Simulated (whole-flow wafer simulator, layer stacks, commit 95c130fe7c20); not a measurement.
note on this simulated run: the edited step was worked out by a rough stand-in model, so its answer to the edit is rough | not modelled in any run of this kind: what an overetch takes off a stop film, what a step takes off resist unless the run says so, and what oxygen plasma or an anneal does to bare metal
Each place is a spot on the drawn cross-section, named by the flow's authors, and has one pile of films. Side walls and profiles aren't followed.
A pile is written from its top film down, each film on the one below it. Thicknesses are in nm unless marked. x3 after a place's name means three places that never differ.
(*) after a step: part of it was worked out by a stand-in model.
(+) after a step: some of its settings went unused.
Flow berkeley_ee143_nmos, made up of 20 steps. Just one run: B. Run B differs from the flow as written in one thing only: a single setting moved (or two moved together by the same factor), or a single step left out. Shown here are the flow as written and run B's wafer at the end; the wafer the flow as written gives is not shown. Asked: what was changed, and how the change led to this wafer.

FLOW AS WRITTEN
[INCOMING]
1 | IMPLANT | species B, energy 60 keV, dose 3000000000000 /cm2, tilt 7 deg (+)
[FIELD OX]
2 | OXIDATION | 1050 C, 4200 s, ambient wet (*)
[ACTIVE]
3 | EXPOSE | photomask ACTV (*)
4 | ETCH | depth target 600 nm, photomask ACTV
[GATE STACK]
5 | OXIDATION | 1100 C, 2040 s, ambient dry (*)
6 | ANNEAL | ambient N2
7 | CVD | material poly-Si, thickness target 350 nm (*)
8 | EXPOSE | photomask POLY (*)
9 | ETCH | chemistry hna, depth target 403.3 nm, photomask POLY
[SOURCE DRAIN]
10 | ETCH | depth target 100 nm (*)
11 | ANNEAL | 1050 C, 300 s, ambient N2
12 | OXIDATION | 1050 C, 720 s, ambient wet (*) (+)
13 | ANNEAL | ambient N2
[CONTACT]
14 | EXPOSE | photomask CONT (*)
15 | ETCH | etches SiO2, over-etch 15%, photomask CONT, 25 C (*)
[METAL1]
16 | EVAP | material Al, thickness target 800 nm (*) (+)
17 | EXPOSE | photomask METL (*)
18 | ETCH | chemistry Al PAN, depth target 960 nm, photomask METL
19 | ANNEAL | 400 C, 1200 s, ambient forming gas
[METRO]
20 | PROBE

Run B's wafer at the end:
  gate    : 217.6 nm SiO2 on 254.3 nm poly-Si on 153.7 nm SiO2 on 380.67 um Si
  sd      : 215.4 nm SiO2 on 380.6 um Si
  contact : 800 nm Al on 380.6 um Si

What caused this: step 2, OXIDATION: 6300 s was run, while the flow as written has 4200 s.

How this came from the change, step by step:
  2 | OXIDATION | 1050 C, 4200 s, ambient wet (*)
      gate, sd, contact, field: SiO2 gains 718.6 (new film), chemical SiO2 loses 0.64 (all of it), Si loses 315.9 (in the flow as written it would be: SiO2 gains 566.4 (new film), chemical SiO2 loses 0.64 (all of it), Si loses 248.9)
  4 | ETCH | depth target 600 nm, photomask ACTV
      gate, sd, contact: SiO2 loses 600 (in the flow as written it would be: SiO2 loses 566.4 (all of it))
  5 | OXIDATION | 1100 C, 2040 s, ambient dry (*)
      gate, sd, contact: SiO2 gains 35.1, Si loses 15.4 (in the flow as written it would be: SiO2 gains 79.7 (new film), Si loses 35.1)
      field: SiO2 gains 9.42, Si loses 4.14 (in the flow as written it would be: SiO2 gains 11.6, Si loses 5.1)
  10 | ETCH | depth target 100 nm (*)
      sd, contact: SiO2 loses 100 (in the flow as written it would be: SiO2 loses 79.7 (all of it))
  12 | OXIDATION | 1050 C, 720 s, ambient wet (*) (+)
      sd, contact: SiO2 gains 161.7, Si loses 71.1 (in the flow as written it would be: SiO2 gains 189.4 (new film), Si loses 83.4)
      field: SiO2 gains 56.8, Si loses 25 (in the flow as written it would be: SiO2 gains 69.1, Si loses 30.4)
  15 | ETCH | etches SiO2, over-etch 15%, photomask CONT, 25 C (*)
      contact: SiO2 loses 215.4 (all of it) (in the flow as written it would be: SiO2 loses 189.4 (all of it))
